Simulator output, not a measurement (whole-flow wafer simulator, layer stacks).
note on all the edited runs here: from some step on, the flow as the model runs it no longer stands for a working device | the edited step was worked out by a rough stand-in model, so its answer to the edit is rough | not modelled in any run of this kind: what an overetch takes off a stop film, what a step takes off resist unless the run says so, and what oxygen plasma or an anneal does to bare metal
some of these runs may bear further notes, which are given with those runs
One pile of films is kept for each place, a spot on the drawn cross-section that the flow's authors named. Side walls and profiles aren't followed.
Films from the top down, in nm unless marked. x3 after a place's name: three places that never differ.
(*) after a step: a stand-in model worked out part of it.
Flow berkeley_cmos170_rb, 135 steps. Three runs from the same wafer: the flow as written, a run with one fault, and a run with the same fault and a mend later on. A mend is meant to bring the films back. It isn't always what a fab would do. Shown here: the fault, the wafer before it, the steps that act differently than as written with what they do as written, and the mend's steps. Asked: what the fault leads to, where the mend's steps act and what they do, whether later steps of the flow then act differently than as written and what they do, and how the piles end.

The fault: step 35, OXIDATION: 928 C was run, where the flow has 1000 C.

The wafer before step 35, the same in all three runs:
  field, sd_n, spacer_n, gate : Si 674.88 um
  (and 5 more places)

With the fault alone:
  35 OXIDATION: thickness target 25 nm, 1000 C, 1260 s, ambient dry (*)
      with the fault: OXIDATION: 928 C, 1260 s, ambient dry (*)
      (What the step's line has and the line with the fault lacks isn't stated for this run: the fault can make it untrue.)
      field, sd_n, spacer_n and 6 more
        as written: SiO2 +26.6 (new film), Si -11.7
        with the fault: SiO2 +13 (new film), Si -5.7
  Later steps of the flow that act differently than as written (34 more steps differ only slightly, by at most 2% or 0.5 nm, whichever is larger, and aren't shown):
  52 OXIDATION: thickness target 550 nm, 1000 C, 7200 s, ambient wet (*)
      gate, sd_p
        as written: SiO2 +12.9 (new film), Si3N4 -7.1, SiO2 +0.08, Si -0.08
        with the fault: SiO2 +12.9 (new film), Si3N4 -7.1
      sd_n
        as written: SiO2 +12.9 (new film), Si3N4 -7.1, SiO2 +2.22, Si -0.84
        with the fault: SiO2 +12.9 (new film), Si3N4 -7.1
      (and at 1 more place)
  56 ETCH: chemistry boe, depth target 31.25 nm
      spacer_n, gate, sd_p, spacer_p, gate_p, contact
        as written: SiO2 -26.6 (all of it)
        with the fault: SiO2 -13 (all of it)
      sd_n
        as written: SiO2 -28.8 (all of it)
        with the fault: SiO2 -13 (all of it)
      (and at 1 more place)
  At the end the piles differ from the flow's only slightly at the places that both follow, by at most 2% or 0.5 nm, whichever is larger.

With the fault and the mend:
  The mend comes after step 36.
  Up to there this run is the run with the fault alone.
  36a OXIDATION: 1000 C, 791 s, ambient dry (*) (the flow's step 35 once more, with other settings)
      field, sd_n, spacer_n and 6 more
        SiO2 +13.6, Si -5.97
  No later step of the flow acts differently than as written, at any place that is followed, by more than 2% or 0.5 nm, whichever is larger.
  At the end the piles are the same as the flow's at every place that both follow.
